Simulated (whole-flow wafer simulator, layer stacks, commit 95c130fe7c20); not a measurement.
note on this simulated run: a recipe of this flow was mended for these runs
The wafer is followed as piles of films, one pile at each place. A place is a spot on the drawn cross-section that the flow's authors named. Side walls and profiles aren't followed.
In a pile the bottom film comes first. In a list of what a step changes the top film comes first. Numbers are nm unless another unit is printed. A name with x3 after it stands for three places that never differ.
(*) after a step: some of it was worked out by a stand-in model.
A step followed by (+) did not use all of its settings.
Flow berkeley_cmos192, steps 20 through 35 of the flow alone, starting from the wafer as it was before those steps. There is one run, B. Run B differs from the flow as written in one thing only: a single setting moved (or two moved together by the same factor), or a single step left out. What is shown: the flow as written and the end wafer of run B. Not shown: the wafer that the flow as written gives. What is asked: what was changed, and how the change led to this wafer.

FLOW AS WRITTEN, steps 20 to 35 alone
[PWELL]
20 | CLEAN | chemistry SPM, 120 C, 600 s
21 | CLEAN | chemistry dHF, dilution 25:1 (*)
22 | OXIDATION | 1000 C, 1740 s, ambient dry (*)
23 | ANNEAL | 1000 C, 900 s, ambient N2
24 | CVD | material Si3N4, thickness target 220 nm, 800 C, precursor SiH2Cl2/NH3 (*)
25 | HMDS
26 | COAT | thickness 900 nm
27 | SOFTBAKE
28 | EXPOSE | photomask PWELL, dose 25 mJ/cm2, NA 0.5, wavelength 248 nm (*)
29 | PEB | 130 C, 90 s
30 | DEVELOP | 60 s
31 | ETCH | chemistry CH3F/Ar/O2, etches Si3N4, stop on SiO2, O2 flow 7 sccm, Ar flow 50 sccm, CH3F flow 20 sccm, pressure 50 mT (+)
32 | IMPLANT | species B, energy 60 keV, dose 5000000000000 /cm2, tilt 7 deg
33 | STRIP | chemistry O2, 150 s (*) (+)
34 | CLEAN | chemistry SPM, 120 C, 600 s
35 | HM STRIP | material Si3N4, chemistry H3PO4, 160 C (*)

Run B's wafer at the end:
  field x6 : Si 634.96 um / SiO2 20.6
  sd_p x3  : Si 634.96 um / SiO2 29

The reason: step 35, HM STRIP: 149 C was run, whereas the flow has 160 C.

The path from the change to this, step by step:
  35 | HM STRIP | material Si3N4, chemistry H3PO4, 160 C (*)
      field x6: SiO2 loses 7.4 (as written it would have been: SiO2 loses 17.1)
      sd_p x3: Si3N4 loses 220 (all of it), SiO2 loses 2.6 (as written it would have been: Si3N4 loses 220 (all of it), SiO2 loses 9.71)
